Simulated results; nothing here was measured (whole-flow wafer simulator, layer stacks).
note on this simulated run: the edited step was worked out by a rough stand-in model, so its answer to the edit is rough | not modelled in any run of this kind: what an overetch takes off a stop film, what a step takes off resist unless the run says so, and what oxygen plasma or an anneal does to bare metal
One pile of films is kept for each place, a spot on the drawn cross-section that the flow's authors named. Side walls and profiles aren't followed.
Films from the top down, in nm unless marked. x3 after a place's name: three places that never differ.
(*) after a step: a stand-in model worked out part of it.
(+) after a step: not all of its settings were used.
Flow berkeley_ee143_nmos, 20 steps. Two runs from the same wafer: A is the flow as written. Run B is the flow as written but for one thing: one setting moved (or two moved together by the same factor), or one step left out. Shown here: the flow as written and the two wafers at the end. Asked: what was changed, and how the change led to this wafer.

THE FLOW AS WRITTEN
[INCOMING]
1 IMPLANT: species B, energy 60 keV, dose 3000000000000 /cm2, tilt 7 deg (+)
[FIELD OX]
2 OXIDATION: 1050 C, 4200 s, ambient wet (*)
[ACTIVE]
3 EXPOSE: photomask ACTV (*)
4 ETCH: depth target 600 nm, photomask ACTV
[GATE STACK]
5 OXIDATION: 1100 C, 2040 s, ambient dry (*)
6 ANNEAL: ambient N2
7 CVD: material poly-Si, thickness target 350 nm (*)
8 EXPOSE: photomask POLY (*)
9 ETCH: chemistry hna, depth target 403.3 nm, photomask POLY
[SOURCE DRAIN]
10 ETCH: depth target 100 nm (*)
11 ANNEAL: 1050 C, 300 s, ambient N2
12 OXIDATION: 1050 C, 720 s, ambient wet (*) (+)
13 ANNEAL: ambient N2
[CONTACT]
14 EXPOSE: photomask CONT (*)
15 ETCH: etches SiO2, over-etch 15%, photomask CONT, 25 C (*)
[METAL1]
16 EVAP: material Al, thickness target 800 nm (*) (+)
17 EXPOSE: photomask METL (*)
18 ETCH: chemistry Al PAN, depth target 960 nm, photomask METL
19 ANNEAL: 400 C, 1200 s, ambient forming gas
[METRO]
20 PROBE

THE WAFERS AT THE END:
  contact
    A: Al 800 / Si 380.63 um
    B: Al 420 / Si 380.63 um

The cause: step 16, EVAP: thickness target 420 nm was run, where the flow has thickness target 800 nm.
It can be read off the wafer: contact has Al 420, and step 16 as written asks for 800 nm.

How the change led to this, step by step:
  16 EVAP: material Al, thickness target 800 nm (*) (+)
      gate, sd, contact, field: A Al +800 (new film) | B Al +420 (new film)
  18 ETCH: chemistry Al PAN, depth target 960 nm, photomask METL
      gate, sd, field: A Al -800 (all of it) | B Al -420 (all of it)
